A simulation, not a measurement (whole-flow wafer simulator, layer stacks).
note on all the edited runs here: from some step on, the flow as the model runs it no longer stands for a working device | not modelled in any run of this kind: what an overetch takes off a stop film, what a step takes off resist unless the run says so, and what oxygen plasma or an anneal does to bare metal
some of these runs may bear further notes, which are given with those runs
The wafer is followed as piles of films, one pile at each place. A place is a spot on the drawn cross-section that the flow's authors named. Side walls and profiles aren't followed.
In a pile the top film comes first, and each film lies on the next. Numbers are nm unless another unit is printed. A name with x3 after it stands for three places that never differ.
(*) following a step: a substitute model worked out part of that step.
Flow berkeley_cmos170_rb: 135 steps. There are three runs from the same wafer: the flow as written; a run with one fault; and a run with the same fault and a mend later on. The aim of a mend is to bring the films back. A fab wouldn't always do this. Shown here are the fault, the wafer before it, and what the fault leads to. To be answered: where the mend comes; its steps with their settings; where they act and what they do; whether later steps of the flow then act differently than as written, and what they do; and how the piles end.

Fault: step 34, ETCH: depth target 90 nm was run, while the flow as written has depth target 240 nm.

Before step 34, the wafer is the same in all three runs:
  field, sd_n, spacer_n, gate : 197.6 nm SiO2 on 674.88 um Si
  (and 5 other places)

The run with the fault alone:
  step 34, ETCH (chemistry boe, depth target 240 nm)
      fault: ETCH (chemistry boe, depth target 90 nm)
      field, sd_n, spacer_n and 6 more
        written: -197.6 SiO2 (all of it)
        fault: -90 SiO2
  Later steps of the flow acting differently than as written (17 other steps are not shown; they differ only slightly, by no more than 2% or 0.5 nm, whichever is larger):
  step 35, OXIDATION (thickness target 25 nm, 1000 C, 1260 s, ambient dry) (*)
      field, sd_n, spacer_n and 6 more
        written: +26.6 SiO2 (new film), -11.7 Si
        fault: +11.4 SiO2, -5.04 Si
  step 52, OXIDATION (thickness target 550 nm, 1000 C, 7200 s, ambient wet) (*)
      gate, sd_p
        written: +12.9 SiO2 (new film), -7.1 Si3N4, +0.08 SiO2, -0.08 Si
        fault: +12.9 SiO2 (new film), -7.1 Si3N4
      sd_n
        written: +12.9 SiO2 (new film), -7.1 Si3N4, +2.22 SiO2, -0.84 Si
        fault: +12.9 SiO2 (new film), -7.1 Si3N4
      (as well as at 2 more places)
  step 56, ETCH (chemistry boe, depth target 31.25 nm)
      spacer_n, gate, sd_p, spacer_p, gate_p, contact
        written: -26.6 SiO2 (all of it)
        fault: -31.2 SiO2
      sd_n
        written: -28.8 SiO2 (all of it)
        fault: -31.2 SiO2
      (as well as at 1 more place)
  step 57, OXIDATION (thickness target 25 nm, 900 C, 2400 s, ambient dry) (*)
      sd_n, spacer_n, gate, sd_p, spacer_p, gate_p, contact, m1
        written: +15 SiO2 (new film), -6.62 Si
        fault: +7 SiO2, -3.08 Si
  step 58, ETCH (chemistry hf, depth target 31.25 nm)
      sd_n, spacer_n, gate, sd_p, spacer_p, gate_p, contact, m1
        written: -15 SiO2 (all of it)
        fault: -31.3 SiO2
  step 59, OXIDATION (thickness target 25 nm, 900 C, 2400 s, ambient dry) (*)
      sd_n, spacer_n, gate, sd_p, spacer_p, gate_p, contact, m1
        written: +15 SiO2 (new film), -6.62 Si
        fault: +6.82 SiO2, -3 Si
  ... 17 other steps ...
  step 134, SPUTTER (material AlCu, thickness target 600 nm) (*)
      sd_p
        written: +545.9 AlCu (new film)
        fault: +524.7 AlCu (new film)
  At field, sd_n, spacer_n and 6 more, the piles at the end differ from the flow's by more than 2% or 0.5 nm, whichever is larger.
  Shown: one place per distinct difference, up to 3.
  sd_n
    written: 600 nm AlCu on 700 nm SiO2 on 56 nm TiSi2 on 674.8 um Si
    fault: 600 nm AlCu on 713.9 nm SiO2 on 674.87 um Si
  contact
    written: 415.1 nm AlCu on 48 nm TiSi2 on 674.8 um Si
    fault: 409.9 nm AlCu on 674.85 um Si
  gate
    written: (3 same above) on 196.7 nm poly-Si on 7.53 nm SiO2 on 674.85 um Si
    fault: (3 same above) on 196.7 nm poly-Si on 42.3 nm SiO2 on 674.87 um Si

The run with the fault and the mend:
  The mend follows step 34.
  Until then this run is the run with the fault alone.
  step 34a, ETCH (chemistry boe, depth target 150 nm) (the flow's step 34, run once more with other settings)
      field, sd_n, spacer_n and 6 more
        -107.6 SiO2 (all of it)
  Later steps of the flow that are run all act as written at every place that is followed.
  By the end, the piles equal the flow's at every place that both follow.
